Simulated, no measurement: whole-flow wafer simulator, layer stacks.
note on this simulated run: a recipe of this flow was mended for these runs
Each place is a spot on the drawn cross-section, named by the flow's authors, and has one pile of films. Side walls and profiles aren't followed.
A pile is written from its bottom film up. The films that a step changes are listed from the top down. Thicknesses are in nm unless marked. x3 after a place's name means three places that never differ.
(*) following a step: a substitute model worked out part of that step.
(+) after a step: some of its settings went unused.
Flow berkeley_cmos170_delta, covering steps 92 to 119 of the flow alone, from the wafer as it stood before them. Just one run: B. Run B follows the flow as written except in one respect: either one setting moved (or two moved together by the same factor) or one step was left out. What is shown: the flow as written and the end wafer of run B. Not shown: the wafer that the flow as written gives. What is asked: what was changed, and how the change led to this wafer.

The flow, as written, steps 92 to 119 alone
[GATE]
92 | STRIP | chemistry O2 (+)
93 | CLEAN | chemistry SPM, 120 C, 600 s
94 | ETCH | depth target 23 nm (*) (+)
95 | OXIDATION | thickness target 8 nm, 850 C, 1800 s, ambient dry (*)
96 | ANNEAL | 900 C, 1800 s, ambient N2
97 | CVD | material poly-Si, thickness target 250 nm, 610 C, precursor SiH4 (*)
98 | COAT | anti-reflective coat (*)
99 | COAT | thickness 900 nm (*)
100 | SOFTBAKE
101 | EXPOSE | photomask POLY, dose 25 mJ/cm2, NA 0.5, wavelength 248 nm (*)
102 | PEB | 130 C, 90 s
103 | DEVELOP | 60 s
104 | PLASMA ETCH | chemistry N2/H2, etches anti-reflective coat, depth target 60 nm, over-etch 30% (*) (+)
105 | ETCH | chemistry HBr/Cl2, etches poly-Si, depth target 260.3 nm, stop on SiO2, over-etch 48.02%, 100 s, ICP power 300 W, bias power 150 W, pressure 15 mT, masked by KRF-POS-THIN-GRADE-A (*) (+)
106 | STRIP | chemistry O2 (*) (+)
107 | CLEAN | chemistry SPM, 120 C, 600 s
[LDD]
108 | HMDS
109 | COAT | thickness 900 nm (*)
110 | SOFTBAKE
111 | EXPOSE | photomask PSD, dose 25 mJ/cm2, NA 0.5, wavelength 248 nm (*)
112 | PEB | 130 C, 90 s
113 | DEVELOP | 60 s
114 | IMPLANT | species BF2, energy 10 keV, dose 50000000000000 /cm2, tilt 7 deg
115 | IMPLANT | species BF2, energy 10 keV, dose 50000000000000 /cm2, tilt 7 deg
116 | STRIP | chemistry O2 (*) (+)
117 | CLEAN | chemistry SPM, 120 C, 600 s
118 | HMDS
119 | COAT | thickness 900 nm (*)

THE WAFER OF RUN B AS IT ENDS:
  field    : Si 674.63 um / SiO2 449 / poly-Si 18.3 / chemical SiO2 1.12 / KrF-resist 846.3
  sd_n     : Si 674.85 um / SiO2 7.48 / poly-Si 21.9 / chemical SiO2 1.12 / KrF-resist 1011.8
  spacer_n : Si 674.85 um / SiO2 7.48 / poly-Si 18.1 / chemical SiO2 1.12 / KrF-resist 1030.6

What caused this: step 97, CVD: thickness target 409 nm was run, while the flow as written has thickness target 250 nm.

The path from the change to this, step by step:
  97 | CVD | material poly-Si, thickness target 250 nm, 610 C, precursor SiH4 (*)
      field, sd_n, spacer_n and 6 more: poly-Si gains 409 (new film) (in the flow as written it would be: poly-Si gains 250 (new film))
  98 | COAT | anti-reflective coat (*)
      field: anti-reflective coat gains 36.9 (new film) (in the flow as written it would be: anti-reflective coat gains 35.2 (new film))
      sd_n: anti-reflective coat gains 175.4 (new film) (in the flow as written it would be: anti-reflective coat gains 166.5 (new film))
      (also at 2 further places)
  104 | PLASMA ETCH | chemistry N2/H2, etches anti-reflective coat, depth target 60 nm, over-etch 30% (*) (+)
      field: anti-reflective coat loses 36.9 (all of it), poly-Si loses 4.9 (in the flow as written it would be: anti-reflective coat loses 35.2 (all of it), poly-Si loses 4.65)
      sd_n: anti-reflective coat loses 175.4 (all of it), poly-Si loses 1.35 (in the flow as written it would be: anti-reflective coat loses 166.5 (all of it), poly-Si loses 1.28)
      (also at 2 further places)
  105 | ETCH | chemistry HBr/Cl2, etches poly-Si, depth target 260.3 nm, stop on SiO2, over-etch 48.02%, 100 s, ICP power 300 W, bias power 150 W, pressure 15 mT, masked by KRF-POS-THIN-GRADE-A (*) (+)
      field: poly-Si loses 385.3 (in the flow as written it would be: poly-Si loses 245.4 (all of it), SiO2 loses 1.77)
      sd_n: poly-Si loses 385.3 (in the flow as written it would be: poly-Si loses 248.7 (all of it), SiO2 loses 1.52)
      (also at 5 further places)
  106 | STRIP | chemistry O2 (*) (+)
      field, sd_n, spacer_n, sd_p, spacer_p, contact, m1: chemical SiO2 gains 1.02 (new film), poly-Si loses 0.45 (in the flow as written it would be: nothing)
  109 | COAT | thickness 900 nm (*)
      spacer_n: KrF-resist gains 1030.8 (new film) (in the flow as written it would be: KrF-resist gains 1008.7 (new film))
      gate: KrF-resist gains 644.7 (new film) (in the flow as written it would be: KrF-resist gains 758.7 (new film))
      (also at 2 further places)
  113 | DEVELOP | 60 s
      spacer_p: KrF-resist loses 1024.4 (all of it) (in the flow as written it would be: KrF-resist loses 1002.9 (all of it))
      gate_p: KrF-resist loses 638.6 (all of it) (in the flow as written it would be: KrF-resist loses 752.9 (all of it))
  116 | STRIP | chemistry O2 (*) (+)
      spacer_n: KrF-resist loses 1013.5 (all of it), chemical SiO2 gains 0.1, poly-Si loses 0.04 (in the flow as written it would be: KrF-resist loses 991.4 (all of it))
      gate: KrF-resist loses 628.4 (all of it), chemical SiO2 gains 0.17 (in the flow as written it would be: KrF-resist loses 742.2 (all of it), chemical SiO2 gains 0.17)
  119 | COAT | thickness 900 nm (*)
      spacer_n: KrF-resist gains 1030.6 (new film) (in the flow as written it would be: KrF-resist gains 1008.1 (new film))
      gate: KrF-resist gains 644.5 (new film) (in the flow as written it would be: KrF-resist gains 758 (new film))
      (also at 2 further places)
